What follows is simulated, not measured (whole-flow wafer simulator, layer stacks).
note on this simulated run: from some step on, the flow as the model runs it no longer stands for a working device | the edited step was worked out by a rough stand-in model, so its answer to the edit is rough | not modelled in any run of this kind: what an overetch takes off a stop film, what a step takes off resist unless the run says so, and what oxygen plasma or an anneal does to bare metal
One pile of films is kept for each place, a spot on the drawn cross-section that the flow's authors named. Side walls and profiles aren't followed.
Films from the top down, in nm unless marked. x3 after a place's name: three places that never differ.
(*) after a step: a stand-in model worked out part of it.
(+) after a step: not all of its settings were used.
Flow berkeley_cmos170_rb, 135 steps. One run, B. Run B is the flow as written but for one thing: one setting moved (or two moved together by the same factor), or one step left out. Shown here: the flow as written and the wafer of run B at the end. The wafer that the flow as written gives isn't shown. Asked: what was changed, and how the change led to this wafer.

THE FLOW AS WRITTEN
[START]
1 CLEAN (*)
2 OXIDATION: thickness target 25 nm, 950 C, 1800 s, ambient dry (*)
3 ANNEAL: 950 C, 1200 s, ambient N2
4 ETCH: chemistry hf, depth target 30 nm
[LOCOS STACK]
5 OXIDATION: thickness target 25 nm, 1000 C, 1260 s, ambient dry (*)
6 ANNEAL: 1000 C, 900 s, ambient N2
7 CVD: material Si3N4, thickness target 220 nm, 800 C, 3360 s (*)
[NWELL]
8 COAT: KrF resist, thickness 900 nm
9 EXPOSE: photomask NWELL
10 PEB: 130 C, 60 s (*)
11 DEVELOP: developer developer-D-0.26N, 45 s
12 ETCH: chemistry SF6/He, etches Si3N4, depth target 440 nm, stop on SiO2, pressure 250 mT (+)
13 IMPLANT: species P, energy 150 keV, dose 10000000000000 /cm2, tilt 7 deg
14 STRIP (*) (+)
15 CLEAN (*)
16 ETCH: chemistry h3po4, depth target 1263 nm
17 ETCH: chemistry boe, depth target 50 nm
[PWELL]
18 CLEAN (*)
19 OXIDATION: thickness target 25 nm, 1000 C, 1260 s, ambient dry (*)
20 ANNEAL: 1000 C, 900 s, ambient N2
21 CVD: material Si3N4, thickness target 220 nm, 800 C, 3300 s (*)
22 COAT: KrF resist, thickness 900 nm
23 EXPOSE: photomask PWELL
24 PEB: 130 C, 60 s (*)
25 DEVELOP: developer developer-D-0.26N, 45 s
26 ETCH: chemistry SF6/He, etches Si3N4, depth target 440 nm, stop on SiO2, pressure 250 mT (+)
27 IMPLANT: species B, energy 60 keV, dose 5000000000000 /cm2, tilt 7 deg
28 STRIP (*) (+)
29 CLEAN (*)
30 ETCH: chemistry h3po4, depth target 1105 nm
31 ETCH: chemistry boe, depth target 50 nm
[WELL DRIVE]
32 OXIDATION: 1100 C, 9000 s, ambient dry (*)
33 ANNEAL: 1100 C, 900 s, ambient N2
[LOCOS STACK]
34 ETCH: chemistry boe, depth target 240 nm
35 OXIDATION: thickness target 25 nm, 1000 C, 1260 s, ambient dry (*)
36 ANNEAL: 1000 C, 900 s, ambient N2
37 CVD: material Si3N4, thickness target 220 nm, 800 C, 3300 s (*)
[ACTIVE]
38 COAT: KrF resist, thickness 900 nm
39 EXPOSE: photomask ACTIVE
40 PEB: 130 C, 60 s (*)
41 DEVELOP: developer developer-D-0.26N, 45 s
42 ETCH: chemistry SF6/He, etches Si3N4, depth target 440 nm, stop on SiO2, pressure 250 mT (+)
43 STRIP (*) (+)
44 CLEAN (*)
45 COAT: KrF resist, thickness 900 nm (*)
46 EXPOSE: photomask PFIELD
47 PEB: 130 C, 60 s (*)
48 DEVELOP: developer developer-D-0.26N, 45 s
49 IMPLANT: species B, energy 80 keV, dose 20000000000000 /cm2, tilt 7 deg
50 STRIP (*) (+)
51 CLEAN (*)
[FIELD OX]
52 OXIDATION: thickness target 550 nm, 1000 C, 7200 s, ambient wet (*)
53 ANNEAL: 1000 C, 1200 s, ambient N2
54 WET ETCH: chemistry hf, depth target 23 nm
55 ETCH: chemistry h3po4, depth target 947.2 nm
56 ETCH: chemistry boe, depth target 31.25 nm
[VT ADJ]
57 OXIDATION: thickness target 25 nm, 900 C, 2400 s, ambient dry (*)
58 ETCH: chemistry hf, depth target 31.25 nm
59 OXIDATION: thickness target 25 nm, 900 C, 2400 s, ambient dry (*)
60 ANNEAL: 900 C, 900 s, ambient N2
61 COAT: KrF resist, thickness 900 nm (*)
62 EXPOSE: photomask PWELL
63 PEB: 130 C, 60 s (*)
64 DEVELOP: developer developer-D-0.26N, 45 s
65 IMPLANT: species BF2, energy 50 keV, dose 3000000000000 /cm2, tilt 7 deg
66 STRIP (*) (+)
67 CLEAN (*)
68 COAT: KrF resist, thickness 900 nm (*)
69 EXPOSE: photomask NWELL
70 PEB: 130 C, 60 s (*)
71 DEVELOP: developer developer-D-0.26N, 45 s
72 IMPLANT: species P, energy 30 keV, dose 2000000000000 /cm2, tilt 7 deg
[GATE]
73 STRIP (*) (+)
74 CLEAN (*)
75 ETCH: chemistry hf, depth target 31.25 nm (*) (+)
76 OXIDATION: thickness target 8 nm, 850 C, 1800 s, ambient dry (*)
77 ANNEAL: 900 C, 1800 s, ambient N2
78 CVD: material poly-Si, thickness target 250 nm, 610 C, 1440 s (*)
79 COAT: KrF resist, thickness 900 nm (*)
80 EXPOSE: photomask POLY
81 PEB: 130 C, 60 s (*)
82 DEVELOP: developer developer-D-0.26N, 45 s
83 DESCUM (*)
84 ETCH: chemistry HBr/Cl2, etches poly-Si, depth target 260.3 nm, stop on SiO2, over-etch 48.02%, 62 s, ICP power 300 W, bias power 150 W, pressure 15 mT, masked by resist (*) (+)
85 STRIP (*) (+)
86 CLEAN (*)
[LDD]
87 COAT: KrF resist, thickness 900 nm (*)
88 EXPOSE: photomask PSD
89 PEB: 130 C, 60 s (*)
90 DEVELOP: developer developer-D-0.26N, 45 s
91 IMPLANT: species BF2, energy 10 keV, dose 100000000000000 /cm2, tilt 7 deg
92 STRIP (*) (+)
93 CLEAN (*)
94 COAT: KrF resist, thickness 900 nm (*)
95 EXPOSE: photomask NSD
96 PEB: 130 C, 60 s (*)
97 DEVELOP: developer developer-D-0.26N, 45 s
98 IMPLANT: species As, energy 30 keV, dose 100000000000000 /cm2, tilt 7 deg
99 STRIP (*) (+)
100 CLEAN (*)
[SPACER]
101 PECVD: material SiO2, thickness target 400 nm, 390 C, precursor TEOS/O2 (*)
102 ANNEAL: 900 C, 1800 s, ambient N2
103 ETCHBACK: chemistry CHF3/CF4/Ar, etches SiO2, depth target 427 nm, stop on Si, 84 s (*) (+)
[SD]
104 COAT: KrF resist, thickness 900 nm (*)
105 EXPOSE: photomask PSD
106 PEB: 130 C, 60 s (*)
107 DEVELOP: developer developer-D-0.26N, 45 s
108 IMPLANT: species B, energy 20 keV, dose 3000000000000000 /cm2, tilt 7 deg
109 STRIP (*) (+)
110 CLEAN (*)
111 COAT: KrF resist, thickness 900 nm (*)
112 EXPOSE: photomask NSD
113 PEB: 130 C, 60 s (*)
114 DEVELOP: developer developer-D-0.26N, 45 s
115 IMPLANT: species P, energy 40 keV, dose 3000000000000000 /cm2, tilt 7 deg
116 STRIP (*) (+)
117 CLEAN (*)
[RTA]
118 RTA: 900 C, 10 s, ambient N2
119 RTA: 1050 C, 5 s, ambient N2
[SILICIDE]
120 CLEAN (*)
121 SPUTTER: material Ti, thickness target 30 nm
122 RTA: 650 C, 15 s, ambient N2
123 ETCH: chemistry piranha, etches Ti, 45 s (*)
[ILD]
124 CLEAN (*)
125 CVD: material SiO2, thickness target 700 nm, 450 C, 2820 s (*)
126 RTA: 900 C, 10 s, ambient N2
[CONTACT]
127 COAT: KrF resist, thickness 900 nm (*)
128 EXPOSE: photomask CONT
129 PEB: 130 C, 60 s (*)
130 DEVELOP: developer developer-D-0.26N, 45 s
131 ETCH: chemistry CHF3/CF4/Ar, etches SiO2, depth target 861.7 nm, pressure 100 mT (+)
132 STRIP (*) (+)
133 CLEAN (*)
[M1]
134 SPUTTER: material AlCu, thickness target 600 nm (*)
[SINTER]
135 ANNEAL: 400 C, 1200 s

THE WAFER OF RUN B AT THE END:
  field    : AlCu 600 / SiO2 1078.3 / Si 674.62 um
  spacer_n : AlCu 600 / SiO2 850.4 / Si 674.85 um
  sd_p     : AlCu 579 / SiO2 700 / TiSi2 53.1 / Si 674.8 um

The cause: step 101, PECVD: thickness target 320 nm was run, where the flow has thickness target 400 nm.

How the change led to this, step by step:
  101 PECVD: material SiO2, thickness target 400 nm, 390 C, precursor TEOS/O2 (*)
      field, sd_n, contact, m1: SiO2 +320 (as written it would be: SiO2 +400)
      gate, gate_p: SiO2 +320 (new film) (as written it would be: SiO2 +400 (new film))
      (and at 3 more places)
  103 ETCHBACK: chemistry CHF3/CF4/Ar, etches SiO2, depth target 427 nm, stop on Si, 84 s (*) (+)
      sd_n, contact, m1: SiO2 -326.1 (all of it) (as written it would be: SiO2 -406.1 (all of it))
      spacer_n, spacer_p: SiO2 -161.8 (as written it would be: SiO2 -157.9)
      (and at 3 more places)
  104 COAT: KrF resist, thickness 900 nm (*)
      field: KrF resist +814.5 (new film) (as written it would be: KrF resist +769.1 (new film))
      sd_n: KrF resist +949.9 (new film) (as written it would be: KrF resist +982.1 (new film))
      (and at 7 more places)
  107 DEVELOP: developer developer-D-0.26N, 45 s
      sd_p: KrF resist -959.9 (all of it) (as written it would be: KrF resist -990.7 (all of it))
      spacer_p: KrF resist -820.4 (all of it) (as written it would be: KrF resist -767.7 (all of it))
      (and at 1 more place)
  109 STRIP (*) (+)
      field: KrF resist -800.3 (all of it) (as written it would be: KrF resist -754.9 (all of it))
      sd_n: KrF resist -935.7 (all of it) (as written it would be: KrF resist -967.9 (all of it))
      (and at 4 more places)
  111 COAT: KrF resist, thickness 900 nm (*)
      field: KrF resist +814.5 (new film) (as written it would be: KrF resist +769.1 (new film))
      sd_n: KrF resist +949.9 (new film) (as written it would be: KrF resist +982.1 (new film))
      (and at 7 more places)
  114 DEVELOP: developer developer-D-0.26N, 45 s
      sd_n: KrF resist -949.9 (all of it) (as written it would be: KrF resist -982.1 (all of it))
      spacer_n: KrF resist -819.7 (all of it) (as written it would be: KrF resist -766.3 (all of it))
      (and at 2 more places)
  116 STRIP (*) (+)
      field: KrF resist -800.3 (all of it) (as written it would be: KrF resist -754.9 (all of it))
      sd_p: KrF resist -945.7 (all of it) (as written it would be: KrF resist -976.5 (all of it))
      (and at 3 more places)
  121 SPUTTER: material Ti, thickness target 30 nm
      sd_p: Ti +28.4 (new film) (as written it would be: Ti +27.1 (new film))
  122 RTA: 650 C, 15 s, ambient N2
      sd_p: Ti -22.2, TiSi first +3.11 (new film), TiSi2 C49 +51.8 (new film), Si -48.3 (as written it would be: Ti -21.1, TiSi first +0.61 (new film), TiSi2 C49 +52.9 (new film), Si -47.6)
  126 RTA: 900 C, 10 s, ambient N2
      sd_p: under 1 film: TiSi2 +53.1 (new film), TiSi first -3.11 (all of it), TiSi2 C49 -51.8 (all of it), Si -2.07 (as written it would be: under 1 film: TiSi2 +50.7 (new film), TiSi first -0.61 (all of it), TiSi2 C49 -52.9 (all of it), Si -0.41)
  127 COAT: KrF resist, thickness 900 nm (*)
      field: KrF resist +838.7 (new film) (as written it would be: KrF resist +804.9 (new film))
      sd_n: KrF resist +968 (new film) (as written it would be: KrF resist +1010 (new film))
      (and at 7 more places)
  130 DEVELOP: developer developer-D-0.26N, 45 s
      contact: KrF resist -949.8 (all of it) (as written it would be: KrF resist -979.7 (all of it))
  132 STRIP (*) (+)
      field: KrF resist -609.1 (all of it) (as written it would be: KrF resist -575.3 (all of it))
      sd_n: KrF resist -738.4 (all of it) (as written it would be: KrF resist -780.4 (all of it))
      (and at 6 more places)
  134 SPUTTER: material AlCu, thickness target 600 nm (*)
      sd_p: AlCu +579 (new film) (as written it would be: AlCu +545.9 (new film))
